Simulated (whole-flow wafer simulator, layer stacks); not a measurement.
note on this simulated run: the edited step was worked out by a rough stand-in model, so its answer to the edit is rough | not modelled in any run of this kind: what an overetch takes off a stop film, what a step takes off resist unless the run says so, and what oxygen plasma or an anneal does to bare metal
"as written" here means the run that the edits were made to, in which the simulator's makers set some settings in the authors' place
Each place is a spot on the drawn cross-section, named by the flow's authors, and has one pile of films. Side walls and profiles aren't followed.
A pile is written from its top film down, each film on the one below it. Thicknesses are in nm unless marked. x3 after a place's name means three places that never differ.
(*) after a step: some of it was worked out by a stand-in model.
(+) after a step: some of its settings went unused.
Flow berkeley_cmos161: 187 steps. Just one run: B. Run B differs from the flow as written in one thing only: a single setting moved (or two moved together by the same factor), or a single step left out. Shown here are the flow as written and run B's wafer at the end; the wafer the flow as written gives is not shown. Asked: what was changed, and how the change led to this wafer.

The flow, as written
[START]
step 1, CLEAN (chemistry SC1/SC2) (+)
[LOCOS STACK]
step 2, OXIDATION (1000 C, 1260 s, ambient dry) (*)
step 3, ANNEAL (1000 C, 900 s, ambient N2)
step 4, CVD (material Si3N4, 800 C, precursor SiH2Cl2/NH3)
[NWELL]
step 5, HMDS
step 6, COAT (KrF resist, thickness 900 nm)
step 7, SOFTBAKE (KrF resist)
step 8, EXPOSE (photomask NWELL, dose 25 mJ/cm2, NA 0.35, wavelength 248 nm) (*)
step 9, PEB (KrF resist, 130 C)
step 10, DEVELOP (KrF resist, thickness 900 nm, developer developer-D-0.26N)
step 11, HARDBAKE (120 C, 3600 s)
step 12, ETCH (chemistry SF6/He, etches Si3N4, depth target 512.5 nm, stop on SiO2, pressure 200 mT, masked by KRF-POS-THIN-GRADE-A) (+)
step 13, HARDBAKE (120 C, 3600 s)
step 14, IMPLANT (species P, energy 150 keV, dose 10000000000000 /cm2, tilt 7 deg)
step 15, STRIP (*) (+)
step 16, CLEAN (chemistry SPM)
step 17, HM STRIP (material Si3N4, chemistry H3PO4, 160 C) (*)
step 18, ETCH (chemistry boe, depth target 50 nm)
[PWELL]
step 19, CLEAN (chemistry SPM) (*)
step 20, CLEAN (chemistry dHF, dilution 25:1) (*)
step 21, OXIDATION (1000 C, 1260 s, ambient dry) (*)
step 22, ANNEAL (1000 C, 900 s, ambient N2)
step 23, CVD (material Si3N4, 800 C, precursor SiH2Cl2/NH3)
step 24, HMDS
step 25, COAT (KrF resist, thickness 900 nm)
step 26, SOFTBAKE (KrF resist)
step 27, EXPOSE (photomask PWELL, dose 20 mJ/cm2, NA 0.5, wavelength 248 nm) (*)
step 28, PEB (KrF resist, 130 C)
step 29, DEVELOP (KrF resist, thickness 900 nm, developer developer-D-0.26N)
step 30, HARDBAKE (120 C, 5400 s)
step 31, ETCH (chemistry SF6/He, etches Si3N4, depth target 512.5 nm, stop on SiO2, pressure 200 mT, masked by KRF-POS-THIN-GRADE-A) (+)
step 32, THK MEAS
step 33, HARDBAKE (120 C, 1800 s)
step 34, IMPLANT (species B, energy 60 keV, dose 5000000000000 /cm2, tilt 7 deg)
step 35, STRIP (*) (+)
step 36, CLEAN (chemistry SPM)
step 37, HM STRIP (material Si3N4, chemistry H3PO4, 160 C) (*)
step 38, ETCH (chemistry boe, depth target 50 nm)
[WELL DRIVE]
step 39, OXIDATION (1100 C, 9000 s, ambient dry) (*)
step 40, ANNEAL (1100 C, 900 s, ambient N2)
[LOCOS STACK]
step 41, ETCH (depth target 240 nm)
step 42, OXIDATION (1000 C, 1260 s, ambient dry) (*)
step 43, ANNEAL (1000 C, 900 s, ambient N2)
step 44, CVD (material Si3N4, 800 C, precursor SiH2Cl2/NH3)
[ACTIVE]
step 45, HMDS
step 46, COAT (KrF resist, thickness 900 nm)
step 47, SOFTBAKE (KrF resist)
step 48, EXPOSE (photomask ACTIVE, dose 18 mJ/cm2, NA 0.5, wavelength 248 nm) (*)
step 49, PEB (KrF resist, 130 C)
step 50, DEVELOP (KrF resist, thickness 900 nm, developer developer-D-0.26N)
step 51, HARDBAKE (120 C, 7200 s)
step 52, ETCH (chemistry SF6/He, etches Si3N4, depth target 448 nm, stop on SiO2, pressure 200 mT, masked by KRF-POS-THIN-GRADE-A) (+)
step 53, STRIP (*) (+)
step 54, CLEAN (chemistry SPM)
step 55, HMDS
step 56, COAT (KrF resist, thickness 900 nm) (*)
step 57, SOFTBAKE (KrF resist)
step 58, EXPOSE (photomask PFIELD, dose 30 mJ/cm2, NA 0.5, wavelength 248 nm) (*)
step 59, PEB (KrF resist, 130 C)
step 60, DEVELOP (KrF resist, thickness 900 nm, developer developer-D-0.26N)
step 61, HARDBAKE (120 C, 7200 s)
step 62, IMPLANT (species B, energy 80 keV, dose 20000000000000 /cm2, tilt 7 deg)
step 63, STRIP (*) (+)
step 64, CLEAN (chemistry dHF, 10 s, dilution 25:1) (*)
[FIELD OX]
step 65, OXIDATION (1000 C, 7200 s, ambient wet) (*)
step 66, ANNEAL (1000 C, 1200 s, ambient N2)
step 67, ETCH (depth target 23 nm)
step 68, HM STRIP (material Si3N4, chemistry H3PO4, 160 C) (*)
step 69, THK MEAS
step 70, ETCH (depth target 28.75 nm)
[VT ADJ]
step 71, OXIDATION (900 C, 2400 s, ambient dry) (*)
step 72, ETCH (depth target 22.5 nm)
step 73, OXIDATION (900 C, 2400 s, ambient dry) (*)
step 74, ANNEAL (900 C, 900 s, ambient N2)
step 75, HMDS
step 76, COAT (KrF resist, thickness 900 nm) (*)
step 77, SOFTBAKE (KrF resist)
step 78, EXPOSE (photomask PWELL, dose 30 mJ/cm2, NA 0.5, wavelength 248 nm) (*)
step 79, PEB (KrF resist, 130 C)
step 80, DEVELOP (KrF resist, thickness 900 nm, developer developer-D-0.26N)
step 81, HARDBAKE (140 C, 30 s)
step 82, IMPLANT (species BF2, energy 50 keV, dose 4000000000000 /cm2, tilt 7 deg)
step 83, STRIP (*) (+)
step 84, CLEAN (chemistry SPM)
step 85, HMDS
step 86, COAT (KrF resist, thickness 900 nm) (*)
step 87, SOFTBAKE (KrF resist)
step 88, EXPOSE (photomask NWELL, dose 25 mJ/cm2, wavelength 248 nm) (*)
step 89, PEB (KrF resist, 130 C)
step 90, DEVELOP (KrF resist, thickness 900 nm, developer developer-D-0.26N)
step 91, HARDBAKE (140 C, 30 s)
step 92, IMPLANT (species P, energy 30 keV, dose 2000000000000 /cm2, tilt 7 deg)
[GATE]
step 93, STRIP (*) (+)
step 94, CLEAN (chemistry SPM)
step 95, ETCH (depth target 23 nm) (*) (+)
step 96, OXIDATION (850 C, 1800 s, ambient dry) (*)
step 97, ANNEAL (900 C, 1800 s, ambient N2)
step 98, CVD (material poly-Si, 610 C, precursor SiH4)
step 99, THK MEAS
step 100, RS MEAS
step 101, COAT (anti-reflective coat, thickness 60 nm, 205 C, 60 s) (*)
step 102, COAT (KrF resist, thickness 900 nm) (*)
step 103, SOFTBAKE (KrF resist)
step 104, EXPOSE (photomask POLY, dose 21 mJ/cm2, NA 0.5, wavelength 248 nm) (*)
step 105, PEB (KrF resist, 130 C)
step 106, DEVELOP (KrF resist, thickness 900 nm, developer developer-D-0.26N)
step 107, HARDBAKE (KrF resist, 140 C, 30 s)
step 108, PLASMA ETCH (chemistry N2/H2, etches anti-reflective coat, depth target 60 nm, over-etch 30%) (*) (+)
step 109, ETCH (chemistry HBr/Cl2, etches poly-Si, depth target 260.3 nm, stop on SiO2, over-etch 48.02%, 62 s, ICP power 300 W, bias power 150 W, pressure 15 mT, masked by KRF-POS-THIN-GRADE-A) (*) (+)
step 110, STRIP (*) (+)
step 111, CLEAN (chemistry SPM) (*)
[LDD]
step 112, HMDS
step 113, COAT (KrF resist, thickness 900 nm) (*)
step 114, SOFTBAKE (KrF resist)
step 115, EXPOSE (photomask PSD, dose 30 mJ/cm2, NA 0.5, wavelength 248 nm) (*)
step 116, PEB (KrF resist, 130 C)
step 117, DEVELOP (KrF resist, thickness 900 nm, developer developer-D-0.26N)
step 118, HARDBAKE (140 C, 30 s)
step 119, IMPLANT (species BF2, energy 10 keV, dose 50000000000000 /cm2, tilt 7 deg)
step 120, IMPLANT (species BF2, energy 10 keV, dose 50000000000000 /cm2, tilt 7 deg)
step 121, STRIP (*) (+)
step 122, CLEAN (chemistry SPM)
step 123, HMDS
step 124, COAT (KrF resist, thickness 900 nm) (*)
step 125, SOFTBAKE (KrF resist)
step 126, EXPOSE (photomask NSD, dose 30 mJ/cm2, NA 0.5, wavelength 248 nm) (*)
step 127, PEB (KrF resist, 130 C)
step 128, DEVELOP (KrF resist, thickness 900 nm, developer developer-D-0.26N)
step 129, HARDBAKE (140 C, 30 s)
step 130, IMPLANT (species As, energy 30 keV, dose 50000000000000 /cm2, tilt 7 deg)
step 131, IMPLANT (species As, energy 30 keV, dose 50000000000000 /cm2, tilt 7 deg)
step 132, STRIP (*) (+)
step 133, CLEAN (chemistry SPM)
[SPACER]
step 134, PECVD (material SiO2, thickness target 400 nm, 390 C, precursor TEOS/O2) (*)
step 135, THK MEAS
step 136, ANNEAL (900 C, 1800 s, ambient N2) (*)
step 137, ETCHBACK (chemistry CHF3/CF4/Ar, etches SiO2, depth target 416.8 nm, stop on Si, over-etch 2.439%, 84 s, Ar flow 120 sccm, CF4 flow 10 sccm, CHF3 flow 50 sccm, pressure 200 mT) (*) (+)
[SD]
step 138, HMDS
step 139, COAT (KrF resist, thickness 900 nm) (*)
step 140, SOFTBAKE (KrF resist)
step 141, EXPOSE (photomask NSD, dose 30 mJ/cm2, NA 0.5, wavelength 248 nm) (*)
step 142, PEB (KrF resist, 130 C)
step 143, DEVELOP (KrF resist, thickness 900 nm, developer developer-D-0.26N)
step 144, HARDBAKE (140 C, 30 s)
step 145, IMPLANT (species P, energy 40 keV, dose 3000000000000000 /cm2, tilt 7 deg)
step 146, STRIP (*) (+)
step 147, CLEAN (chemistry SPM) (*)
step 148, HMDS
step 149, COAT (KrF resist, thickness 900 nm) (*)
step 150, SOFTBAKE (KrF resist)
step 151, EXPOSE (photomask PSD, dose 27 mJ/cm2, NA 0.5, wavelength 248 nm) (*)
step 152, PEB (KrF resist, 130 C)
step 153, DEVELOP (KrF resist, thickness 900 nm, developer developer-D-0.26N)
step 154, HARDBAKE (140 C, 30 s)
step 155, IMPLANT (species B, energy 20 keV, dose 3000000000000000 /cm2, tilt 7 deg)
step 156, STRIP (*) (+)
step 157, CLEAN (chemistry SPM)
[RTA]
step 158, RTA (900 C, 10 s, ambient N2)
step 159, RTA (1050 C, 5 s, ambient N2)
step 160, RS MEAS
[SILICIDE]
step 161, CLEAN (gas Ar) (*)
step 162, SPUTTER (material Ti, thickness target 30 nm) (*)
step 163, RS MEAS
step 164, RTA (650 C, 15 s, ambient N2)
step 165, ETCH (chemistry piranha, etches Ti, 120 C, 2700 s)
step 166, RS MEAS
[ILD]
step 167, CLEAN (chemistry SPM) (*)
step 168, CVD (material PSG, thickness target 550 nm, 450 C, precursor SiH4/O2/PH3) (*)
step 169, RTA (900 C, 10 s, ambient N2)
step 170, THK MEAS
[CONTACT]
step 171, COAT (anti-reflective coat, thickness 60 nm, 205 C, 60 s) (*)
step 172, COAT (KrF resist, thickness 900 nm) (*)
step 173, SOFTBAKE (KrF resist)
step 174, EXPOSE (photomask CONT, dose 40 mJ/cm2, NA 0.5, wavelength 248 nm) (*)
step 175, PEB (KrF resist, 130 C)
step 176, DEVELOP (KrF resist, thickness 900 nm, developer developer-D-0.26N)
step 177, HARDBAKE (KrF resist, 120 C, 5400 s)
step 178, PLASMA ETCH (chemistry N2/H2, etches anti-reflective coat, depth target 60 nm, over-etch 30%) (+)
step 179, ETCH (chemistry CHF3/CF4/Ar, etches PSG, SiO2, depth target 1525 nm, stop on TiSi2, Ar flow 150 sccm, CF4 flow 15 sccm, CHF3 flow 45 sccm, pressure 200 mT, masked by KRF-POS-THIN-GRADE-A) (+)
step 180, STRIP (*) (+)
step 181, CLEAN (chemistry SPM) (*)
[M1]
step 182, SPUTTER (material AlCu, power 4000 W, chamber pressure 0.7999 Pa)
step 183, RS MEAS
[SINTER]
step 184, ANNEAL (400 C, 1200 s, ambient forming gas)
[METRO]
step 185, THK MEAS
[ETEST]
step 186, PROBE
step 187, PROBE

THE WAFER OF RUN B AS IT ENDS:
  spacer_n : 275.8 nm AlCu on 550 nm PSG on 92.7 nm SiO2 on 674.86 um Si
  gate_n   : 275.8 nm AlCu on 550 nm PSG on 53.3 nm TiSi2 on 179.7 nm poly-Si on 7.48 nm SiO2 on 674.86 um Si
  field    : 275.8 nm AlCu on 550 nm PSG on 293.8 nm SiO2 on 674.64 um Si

Cause: step 134, PECVD: thickness target 280 nm was run, though the flow has thickness target 400 nm.

How this came from the change, step by step:
  step 134, PECVD (material SiO2, thickness target 400 nm, 390 C, precursor TEOS/O2) (*)
      field, sd_n, contact, m1: +280 SiO2 (it would be, as written: +400 SiO2)
      spacer_n, sd_p, spacer_p: +269.9 SiO2 (it would be, as written: +385 SiO2)
      (and at 2 other places as well)
  step 136, ANNEAL (900 C, 1800 s, ambient N2) (*)
      field, sd_n, gate_n, gate_p, contact, m1: -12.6 SiO2 (it would be, as written: -18 SiO2)
      spacer_n, sd_p, spacer_p: -12.1 SiO2 (it would be, as written: -17.3 SiO2)
  step 137, ETCHBACK (chemistry CHF3/CF4/Ar, etches SiO2, depth target 416.8 nm, stop on Si, over-etch 2.439%, 84 s, Ar flow 120 sccm, CF4 flow 10 sccm, CHF3 flow 50 sccm, pressure 200 mT) (*) (+)
      spacer_n, spacer_p: -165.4 SiO2 (it would be, as written: -160.7 SiO2)
      gate_n, gate_p: -267.4 SiO2 (all of it), -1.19 chemical SiO2 (all of it), -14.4 poly-Si (it would be, as written: -382 SiO2 (all of it), -1.19 chemical SiO2 (all of it), -3.98 poly-Si)
      (and at 4 other places as well)
  step 139, COAT (KrF resist, thickness 900 nm) (*)
      field: +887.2 KrF resist (new film) (it would be, as written: +863.9 KrF resist (new film))
      sd_n: +942 KrF resist (new film) (it would be, as written: +1008.1 KrF resist (new film))
      (and at 7 other places as well)
  step 143, DEVELOP (KrF resist, thickness 900 nm, developer developer-D-0.26N)
      sd_n: -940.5 KrF resist (all of it) (it would be, as written: -1006.5 KrF resist (all of it))
      spacer_n: -870.7 KrF resist (all of it) (it would be, as written: -815.5 KrF resist (all of it))
      (and at 2 other places as well)
  step 144, HARDBAKE (140 C, 30 s)
      field: -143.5 KrF resist (it would be, as written: -139.8 KrF resist)
      sd_p: -154.4 KrF resist (it would be, as written: -163.7 KrF resist)
      (and at 3 other places as well)
  step 146, STRIP (*) (+)
      field: -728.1 KrF resist (all of it) (it would be, as written: -708.5 KrF resist (all of it))
      sd_p: +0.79 chemical SiO2 (new film), -783.6 KrF resist (all of it), -0.35 Si (it would be, as written: +0.8 chemical SiO2 (new film), -832.5 KrF resist (all of it), -0.35 Si)
      (and at 3 other places as well)
  step 149, COAT (KrF resist, thickness 900 nm) (*)
      field: +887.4 KrF resist (new film) (it would be, as written: +864.1 KrF resist (new film))
      sd_n: +941.7 KrF resist (new film) (it would be, as written: +1007.8 KrF resist (new film))
      (and at 7 other places as well)
  step 153, DEVELOP (KrF resist, thickness 900 nm, developer developer-D-0.26N)
      sd_p: -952 KrF resist (all of it) (it would be, as written: -1010.3 KrF resist (all of it))
      spacer_p: -869 KrF resist (all of it) (it would be, as written: -808.8 KrF resist (all of it))
      (and at 1 other place as well)
  step 154, HARDBAKE (140 C, 30 s)
      field: -143.5 KrF resist (it would be, as written: -139.8 KrF resist)
      sd_n: -152.5 KrF resist (it would be, as written: -163 KrF resist)
      (and at 4 other places as well)
  step 156, STRIP (*) (+)
      field: -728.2 KrF resist (all of it) (it would be, as written: -708.6 KrF resist (all of it))
      sd_n: -773.5 KrF resist (all of it), +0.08 chemical SiO2 (it would be, as written: -828.9 KrF resist (all of it), +0.08 chemical SiO2)
      (and at 4 other places as well)
  step 168, CVD (material PSG, thickness target 550 nm, 450 C, precursor SiH4/O2/PH3) (*)
      sd_p: +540 PSG (new film) (it would be, as written: +521.9 PSG (new film))
  step 171, COAT (anti-reflective coat, thickness 60 nm, 205 C, 60 s) (*)
      field: +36 anti-reflective coat (new film) (it would be, as written: +38.5 anti-reflective coat (new film))
      sd_n: +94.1 anti-reflective coat (new film) (it would be, as written: +149.7 anti-reflective coat (new film))
      (and at 7 other places as well)
  step 172, COAT (KrF resist, thickness 900 nm) (*)
      field: +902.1 KrF resist (new film) (it would be, as written: +883.8 KrF resist (new film))
      gate_n: +761.2 KrF resist (new film) (it would be, as written: +807.8 KrF resist (new film))
      (and at 4 other places as well)
  step 176, DEVELOP (KrF resist, thickness 900 nm, developer developer-D-0.26N)
      contact: -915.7 KrF resist (all of it) (it would be, as written: -977.7 KrF resist (all of it))
  step 178, PLASMA ETCH (chemistry N2/H2, etches anti-reflective coat, depth target 60 nm, over-etch 30%) (+)
      field, sd_n, spacer_n, gate_n, sd_p, spacer_p, gate_p, m1: -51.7 KrF resist (it would be, as written: -44.3 KrF resist)
      contact: -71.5 anti-reflective coat (all of it), -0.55 PSG (it would be, as written: -61.4 anti-reflective coat (all of it), -0.47 PSG)
  ... 1 further step ...
  step 182, SPUTTER (material AlCu, power 4000 W, chamber pressure 0.7999 Pa)
      sd_p: +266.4 AlCu (new film) (it would be, as written: +234.7 AlCu (new film))
